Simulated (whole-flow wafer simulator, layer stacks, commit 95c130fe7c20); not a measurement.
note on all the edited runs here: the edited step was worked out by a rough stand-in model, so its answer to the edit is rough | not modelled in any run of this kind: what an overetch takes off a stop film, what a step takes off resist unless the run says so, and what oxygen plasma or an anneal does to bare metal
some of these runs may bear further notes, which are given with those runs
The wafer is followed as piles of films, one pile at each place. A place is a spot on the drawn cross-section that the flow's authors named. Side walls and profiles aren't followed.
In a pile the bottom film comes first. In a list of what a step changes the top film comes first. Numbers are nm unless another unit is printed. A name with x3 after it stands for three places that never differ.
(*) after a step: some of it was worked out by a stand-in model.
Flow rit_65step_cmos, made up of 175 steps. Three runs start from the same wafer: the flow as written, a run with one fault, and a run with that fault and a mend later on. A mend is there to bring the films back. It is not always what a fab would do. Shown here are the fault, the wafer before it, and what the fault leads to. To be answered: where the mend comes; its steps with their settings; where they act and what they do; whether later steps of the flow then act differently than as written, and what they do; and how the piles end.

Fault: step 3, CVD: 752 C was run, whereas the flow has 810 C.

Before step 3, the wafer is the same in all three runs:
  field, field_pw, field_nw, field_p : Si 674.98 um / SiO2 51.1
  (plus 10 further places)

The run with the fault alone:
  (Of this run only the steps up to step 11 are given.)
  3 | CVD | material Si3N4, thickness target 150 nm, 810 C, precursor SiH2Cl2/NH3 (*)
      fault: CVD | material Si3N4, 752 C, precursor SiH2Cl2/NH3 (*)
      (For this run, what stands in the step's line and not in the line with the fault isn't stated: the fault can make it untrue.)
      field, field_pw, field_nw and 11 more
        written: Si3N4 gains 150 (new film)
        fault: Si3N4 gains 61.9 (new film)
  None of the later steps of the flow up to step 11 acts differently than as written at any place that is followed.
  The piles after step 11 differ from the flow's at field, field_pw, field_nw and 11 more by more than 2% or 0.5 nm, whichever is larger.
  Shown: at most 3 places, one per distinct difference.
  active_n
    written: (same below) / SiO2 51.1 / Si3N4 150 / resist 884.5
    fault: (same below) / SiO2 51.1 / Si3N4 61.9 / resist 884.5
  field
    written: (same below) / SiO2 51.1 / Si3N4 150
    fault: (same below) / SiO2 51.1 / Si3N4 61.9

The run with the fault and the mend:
  The mend stands after step 4.
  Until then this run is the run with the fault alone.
  4a | CVD | material Si3N4, thickness target 88 nm, 810 C, 881 s, precursor SiH2Cl2/NH3 (*) (the flow's step 3, run once more with other settings)
      field, field_pw, field_nw and 11 more
        Si3N4 gains 88
  None of the later steps of the flow differs from how it acts as written, at any place that is followed, by more than 2% or 0.5 nm, whichever is larger.
  By the end, the piles equal the flow's at every place that both follow.
